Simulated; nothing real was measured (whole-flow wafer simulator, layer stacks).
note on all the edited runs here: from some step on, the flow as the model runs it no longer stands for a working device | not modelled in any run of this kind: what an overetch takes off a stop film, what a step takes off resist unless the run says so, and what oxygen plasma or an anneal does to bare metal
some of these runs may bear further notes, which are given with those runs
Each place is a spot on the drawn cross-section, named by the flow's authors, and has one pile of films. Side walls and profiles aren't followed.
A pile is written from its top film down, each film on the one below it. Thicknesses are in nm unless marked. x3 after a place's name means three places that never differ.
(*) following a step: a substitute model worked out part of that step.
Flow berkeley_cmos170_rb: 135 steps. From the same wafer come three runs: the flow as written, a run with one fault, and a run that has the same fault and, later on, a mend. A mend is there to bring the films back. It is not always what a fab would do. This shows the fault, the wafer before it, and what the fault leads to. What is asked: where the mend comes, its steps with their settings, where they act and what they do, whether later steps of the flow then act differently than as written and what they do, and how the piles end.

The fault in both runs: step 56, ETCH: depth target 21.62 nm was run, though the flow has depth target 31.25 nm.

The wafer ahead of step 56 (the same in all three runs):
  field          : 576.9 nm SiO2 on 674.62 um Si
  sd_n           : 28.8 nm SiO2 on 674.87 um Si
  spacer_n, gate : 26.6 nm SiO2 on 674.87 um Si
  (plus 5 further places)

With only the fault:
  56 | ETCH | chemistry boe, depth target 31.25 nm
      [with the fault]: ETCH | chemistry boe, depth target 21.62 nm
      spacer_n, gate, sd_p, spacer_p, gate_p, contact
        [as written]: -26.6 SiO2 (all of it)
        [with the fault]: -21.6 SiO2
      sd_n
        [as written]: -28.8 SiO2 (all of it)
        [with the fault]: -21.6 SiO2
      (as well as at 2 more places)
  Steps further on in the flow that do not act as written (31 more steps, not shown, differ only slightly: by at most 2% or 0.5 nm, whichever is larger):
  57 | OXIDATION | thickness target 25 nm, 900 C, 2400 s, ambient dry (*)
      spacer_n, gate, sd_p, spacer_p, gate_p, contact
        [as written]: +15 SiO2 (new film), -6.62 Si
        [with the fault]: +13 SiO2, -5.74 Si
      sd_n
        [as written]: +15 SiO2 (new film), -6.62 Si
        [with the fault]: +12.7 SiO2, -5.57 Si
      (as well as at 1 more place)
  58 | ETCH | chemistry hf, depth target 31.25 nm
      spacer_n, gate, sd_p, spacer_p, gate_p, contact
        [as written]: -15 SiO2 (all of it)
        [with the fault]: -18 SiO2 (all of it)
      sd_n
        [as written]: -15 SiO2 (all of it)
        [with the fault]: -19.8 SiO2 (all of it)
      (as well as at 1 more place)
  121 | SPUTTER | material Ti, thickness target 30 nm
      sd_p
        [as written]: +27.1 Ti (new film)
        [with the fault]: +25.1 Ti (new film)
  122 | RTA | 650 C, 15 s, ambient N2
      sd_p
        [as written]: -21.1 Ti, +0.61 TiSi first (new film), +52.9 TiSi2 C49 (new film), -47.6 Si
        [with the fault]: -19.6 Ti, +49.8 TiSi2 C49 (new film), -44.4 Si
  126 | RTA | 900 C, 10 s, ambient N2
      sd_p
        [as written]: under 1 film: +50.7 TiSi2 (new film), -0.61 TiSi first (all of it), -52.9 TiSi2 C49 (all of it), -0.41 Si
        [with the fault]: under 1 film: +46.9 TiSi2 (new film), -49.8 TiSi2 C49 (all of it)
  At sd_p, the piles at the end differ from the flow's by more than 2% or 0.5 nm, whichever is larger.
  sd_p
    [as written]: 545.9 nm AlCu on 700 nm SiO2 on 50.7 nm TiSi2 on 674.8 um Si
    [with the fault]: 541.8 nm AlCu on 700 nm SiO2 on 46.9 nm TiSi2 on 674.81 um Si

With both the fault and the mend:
  After step 56 comes the mend.
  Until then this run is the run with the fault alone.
  56a | ETCH | chemistry boe, depth target 9.625 nm (the flow's step 56, run once more with other settings)
      spacer_n, spacer_p, gate_p, contact
        -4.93 SiO2 (all of it)
      gate, sd_p
        -5.01 SiO2 (all of it)
      field
        -9.62 SiO2
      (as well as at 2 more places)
  Later steps of the flow that are run all act as written at every place that is followed, up to a difference of at most 2% or 0.5 nm, whichever is larger.
  By the end, the piles equal the flow's at every place that both follow.
